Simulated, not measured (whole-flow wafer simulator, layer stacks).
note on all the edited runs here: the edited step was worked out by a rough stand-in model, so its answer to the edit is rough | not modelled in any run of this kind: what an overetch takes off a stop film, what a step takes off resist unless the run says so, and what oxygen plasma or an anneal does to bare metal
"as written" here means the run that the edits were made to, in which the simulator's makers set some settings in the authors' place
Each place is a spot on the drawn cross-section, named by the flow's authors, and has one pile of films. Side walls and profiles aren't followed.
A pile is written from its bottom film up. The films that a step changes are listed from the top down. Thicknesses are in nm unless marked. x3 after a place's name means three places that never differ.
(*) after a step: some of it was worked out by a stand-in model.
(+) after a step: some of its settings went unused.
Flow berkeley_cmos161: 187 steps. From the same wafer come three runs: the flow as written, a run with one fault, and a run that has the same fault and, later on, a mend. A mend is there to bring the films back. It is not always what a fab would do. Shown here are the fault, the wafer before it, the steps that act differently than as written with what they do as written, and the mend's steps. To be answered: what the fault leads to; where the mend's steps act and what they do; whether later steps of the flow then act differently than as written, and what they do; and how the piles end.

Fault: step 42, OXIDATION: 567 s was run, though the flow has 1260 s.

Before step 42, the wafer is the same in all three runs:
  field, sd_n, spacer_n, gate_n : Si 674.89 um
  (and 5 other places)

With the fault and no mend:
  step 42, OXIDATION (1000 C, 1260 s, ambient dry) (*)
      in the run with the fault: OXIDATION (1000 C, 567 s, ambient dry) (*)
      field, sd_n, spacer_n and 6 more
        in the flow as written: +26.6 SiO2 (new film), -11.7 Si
        in the run with the fault: +17.3 SiO2 (new film), -7.63 Si
  Steps later in the flow that act otherwise than as written (46 more steps, not shown, differ only slightly: by at most 2% or 0.5 nm, whichever is larger):
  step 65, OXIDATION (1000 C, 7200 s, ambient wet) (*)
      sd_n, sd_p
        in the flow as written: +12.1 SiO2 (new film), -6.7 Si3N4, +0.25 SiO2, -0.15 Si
        in the run with the fault: +12.1 SiO2 (new film), -6.7 Si3N4
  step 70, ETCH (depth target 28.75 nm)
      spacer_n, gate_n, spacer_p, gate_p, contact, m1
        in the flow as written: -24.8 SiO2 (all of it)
        in the run with the fault: -15.6 SiO2 (all of it)
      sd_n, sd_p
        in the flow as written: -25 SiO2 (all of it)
        in the run with the fault: -15.6 SiO2 (all of it)
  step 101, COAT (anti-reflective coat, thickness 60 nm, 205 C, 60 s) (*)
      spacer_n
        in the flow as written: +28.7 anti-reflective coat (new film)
        in the run with the fault: +29.4 anti-reflective coat (new film)
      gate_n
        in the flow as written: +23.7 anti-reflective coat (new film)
        in the run with the fault: +24.9 anti-reflective coat (new film)
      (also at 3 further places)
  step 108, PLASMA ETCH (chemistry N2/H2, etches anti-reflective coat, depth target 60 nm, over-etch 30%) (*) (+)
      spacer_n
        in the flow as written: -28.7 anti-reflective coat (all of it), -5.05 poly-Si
        in the run with the fault: -29.4 anti-reflective coat (all of it), -4.94 poly-Si
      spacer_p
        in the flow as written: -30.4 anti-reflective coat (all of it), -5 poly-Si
        in the run with the fault: -31.2 anti-reflective coat (all of it), -4.9 poly-Si
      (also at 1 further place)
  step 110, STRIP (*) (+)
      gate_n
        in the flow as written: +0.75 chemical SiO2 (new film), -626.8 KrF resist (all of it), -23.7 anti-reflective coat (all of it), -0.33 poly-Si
        in the run with the fault: +0.75 chemical SiO2 (new film), -623.6 KrF resist (all of it), -24.9 anti-reflective coat (all of it), -0.33 poly-Si
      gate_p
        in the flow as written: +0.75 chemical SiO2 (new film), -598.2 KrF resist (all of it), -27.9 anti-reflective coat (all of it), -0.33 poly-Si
        in the run with the fault: +0.75 chemical SiO2 (new film), -596 KrF resist (all of it), -28.6 anti-reflective coat (all of it), -0.33 poly-Si
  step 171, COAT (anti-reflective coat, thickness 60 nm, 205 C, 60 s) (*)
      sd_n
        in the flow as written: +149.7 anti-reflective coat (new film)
        in the run with the fault: +144.9 anti-reflective coat (new film)
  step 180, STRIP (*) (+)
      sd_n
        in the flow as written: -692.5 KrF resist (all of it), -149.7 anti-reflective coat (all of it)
        in the run with the fault: -693.3 KrF resist (all of it), -144.9 anti-reflective coat (all of it)
  When the end is reached, the piles differ only a little from the flow's at the places that both follow, at most by 2% or 0.5 nm, whichever is larger.

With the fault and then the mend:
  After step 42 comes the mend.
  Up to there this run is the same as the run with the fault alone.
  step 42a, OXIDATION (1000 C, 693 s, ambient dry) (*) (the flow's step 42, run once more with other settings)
      field, sd_n, spacer_n and 6 more
        +9.21 SiO2, -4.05 Si
  None of the later steps of the flow acts differently than as written at any place that is followed.
  The piles end the same as the flow's at every place that both follow.
